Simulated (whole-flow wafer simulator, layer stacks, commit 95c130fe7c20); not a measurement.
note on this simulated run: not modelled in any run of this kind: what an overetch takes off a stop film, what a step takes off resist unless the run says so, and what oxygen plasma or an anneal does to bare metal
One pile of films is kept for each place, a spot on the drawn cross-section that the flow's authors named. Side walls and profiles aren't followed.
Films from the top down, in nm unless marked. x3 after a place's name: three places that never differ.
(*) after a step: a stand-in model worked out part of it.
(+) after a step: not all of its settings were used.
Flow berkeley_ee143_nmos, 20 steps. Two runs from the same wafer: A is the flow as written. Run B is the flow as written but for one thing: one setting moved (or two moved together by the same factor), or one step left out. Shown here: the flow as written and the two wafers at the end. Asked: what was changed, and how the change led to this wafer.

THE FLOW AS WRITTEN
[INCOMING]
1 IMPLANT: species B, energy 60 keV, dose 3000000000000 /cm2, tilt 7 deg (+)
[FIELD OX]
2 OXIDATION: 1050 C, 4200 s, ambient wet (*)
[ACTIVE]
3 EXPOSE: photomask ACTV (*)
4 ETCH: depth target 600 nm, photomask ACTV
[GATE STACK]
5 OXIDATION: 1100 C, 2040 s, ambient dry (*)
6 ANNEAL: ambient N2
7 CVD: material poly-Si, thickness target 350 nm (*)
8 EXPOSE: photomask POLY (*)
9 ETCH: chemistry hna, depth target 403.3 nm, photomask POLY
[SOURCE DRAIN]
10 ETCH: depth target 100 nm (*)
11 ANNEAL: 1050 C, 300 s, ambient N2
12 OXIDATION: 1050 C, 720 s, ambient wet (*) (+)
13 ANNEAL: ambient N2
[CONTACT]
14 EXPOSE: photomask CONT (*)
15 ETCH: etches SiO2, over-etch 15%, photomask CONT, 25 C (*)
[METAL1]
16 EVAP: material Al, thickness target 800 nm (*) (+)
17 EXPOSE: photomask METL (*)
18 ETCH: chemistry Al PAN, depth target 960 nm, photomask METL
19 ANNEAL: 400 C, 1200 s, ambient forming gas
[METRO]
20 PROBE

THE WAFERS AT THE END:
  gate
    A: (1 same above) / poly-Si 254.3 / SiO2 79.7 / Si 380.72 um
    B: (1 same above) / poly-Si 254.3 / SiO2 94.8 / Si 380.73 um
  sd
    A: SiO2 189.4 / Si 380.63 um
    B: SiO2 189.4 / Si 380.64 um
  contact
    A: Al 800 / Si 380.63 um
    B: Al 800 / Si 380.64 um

The cause: step 4, ETCH: depth target 525 nm was run, where the flow has depth target 600 nm.

How the change led to this, step by step:
  4 ETCH: depth target 600 nm, photomask ACTV
      gate, sd, contact: A SiO2 -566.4 (all of it) | B SiO2 -525
  5 OXIDATION: 1100 C, 2040 s, ambient dry (*)
      gate, sd, contact: A SiO2 +79.7 (new film), Si -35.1 | B SiO2 +53.4, Si -23.5
  10 ETCH: depth target 100 nm (*)
      sd, contact: A SiO2 -79.7 (all of it) | B SiO2 -94.8 (all of it)
